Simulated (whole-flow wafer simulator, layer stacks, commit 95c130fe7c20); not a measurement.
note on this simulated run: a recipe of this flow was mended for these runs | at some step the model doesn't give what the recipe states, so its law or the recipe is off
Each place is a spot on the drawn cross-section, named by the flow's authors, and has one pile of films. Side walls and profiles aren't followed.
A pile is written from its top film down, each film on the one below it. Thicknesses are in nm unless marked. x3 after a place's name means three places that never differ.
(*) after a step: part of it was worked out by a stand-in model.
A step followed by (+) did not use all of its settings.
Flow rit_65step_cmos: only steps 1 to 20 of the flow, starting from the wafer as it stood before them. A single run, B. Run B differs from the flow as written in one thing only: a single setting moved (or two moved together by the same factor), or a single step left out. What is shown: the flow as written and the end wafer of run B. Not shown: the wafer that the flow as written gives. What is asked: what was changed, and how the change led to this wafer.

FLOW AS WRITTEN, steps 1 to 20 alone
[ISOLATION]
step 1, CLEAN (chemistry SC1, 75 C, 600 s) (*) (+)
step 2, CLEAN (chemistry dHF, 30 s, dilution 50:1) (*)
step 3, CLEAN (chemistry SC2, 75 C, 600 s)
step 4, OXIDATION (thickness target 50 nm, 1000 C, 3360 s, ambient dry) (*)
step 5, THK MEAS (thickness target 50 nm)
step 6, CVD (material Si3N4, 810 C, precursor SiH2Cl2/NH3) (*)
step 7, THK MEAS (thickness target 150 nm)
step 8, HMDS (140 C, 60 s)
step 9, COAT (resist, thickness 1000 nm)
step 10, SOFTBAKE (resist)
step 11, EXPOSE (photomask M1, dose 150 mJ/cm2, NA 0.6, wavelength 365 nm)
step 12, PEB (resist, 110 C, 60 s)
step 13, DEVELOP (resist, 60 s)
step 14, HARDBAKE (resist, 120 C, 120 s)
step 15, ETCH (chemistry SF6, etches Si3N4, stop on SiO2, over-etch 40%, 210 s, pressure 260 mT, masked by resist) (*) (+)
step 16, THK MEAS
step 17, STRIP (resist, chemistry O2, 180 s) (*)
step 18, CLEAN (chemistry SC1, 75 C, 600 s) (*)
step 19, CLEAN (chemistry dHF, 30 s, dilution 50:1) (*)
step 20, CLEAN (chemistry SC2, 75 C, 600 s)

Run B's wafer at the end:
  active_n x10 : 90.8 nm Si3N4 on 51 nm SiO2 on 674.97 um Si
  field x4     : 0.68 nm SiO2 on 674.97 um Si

What caused this: step 6, CVD: 775 C was run, whereas the flow has 810 C.

How this came from the change, step by step:
  step 6, CVD (material Si3N4, 810 C, precursor SiH2Cl2/NH3) (*)
      field x4, active_n x10: +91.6 Si3N4 (new film) (in the flow as written it would be: +150 Si3N4 (new film))
  step 15, ETCH (chemistry SF6, etches Si3N4, stop on SiO2, over-etch 40%, 210 s, pressure 260 mT, masked by resist) (*) (+)
      field x4: -91.6 Si3N4 (all of it), -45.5 SiO2 (in the flow as written it would be: -150 Si3N4 (all of it), -23.1 SiO2)
